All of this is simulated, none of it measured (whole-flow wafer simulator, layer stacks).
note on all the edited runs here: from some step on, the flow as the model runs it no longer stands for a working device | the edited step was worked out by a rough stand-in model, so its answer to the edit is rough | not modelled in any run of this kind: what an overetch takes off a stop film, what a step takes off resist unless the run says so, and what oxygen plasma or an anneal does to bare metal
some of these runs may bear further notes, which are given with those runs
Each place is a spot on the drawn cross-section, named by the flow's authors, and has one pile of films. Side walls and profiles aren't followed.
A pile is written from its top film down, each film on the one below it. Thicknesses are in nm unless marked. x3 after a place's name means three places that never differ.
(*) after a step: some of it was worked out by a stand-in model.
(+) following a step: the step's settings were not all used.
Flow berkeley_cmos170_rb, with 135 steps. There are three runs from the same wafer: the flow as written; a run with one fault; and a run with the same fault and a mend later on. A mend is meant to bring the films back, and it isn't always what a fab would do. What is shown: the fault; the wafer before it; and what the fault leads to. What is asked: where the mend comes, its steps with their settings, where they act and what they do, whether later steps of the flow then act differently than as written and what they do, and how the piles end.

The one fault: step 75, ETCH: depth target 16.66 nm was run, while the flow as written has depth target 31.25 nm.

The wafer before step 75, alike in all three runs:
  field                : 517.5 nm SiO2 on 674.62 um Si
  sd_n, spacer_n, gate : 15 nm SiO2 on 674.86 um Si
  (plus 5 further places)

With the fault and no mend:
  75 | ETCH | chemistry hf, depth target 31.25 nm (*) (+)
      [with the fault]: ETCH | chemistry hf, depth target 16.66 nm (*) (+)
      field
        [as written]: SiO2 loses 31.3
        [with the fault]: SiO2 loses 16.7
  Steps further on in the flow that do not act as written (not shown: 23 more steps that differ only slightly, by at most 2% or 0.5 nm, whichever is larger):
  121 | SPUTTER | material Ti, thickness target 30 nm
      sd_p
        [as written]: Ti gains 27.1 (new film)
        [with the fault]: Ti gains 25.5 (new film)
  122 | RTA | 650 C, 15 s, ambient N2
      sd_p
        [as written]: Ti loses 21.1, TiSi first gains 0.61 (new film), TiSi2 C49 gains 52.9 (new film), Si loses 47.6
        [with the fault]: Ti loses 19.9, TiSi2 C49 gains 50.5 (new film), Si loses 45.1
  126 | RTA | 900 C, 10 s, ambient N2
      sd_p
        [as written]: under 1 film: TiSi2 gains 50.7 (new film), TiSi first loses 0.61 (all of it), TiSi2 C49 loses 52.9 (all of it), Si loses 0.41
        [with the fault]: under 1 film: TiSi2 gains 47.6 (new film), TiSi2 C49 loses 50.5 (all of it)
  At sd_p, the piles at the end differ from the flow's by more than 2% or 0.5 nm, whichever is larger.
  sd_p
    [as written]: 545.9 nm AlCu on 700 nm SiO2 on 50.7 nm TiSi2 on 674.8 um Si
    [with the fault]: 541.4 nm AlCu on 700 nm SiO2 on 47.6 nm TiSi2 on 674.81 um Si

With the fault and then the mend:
  After step 75 comes the mend.
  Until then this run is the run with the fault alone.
  75a | ETCH | chemistry hf, depth target 14.59 nm (*) (+) (the flow's step 75, run once more with other settings)
      field
        SiO2 loses 14.6
  Later steps of the flow that are run all act as written at every place that is followed, up to a difference of at most 2% or 0.5 nm, whichever is larger.
  The piles end the same as the flow's at every place that both follow.
